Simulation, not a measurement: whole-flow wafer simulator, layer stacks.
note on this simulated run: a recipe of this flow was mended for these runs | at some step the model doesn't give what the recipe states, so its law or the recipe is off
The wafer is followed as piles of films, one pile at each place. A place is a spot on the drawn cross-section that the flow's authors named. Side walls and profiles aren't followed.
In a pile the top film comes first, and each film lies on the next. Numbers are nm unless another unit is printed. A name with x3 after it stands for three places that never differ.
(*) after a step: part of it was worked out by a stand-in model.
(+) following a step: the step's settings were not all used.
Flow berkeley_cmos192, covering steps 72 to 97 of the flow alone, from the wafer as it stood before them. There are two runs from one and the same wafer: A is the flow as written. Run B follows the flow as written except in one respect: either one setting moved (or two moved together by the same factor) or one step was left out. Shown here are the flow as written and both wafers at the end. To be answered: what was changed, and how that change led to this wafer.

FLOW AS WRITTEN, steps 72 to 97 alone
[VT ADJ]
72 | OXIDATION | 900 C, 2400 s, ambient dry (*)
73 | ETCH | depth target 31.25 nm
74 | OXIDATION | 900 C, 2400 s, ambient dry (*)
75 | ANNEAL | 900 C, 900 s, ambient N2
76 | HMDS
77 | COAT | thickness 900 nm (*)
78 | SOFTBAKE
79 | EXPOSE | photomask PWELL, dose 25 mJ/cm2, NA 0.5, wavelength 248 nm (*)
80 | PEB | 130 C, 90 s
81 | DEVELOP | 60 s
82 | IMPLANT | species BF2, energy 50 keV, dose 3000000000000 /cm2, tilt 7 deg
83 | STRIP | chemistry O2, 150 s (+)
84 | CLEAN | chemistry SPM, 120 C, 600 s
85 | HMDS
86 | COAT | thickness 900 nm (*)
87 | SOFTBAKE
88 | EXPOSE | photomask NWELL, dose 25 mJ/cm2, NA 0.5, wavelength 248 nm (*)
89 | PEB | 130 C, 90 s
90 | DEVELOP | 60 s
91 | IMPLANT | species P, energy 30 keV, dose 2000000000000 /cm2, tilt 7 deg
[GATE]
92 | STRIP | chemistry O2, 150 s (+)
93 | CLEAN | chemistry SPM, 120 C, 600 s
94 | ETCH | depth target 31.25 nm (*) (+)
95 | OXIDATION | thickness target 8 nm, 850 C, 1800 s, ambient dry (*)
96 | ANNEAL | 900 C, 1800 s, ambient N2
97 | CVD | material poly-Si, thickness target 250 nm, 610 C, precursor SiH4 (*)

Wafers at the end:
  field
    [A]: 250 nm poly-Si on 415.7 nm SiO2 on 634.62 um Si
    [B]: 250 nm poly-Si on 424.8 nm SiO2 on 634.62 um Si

The reason: step 94, ETCH: depth target 22.13 nm was run, though the flow has depth target 31.25 nm.

The path from the change to this, step by step:
  94 | ETCH | depth target 31.25 nm (*) (+)
      field: A SiO2 loses 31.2 | B SiO2 loses 22.1
